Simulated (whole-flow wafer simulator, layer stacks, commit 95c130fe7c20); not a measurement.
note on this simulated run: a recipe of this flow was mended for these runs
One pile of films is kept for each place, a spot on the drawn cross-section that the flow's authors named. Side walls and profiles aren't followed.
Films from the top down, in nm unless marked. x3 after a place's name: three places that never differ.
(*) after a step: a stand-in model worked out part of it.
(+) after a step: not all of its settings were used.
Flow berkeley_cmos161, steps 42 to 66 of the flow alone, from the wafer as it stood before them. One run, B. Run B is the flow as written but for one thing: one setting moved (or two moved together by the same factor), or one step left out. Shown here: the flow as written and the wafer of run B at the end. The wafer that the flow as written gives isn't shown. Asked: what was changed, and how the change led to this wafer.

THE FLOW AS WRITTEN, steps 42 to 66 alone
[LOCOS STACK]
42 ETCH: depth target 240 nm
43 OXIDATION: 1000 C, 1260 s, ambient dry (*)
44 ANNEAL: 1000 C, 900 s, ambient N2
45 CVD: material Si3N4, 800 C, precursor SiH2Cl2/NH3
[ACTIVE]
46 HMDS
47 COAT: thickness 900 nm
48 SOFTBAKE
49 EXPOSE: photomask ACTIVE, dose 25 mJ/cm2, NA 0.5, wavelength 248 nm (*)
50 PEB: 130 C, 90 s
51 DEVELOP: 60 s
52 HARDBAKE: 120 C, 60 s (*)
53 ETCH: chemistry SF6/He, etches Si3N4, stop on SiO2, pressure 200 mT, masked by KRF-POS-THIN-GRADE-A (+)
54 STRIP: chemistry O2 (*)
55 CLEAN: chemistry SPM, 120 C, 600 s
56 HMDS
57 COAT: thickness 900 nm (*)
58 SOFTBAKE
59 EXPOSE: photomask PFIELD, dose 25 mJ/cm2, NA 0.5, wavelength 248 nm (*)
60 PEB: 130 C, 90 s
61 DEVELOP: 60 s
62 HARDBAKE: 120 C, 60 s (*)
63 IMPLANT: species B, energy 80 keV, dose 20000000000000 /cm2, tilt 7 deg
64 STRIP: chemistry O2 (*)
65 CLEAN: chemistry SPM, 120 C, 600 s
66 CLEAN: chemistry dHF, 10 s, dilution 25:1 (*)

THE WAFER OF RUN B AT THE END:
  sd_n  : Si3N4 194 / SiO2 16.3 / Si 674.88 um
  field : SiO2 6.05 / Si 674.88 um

The cause: step 43, OXIDATION: 504 s was run, where the flow has 1260 s.

How the change led to this, step by step:
  43 OXIDATION: 1000 C, 1260 s, ambient dry (*)
      field, sd_n, spacer_n and 6 more: SiO2 +16.3 (new film), Si -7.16 (as written it would be: SiO2 +26.6 (new film), Si -11.7)
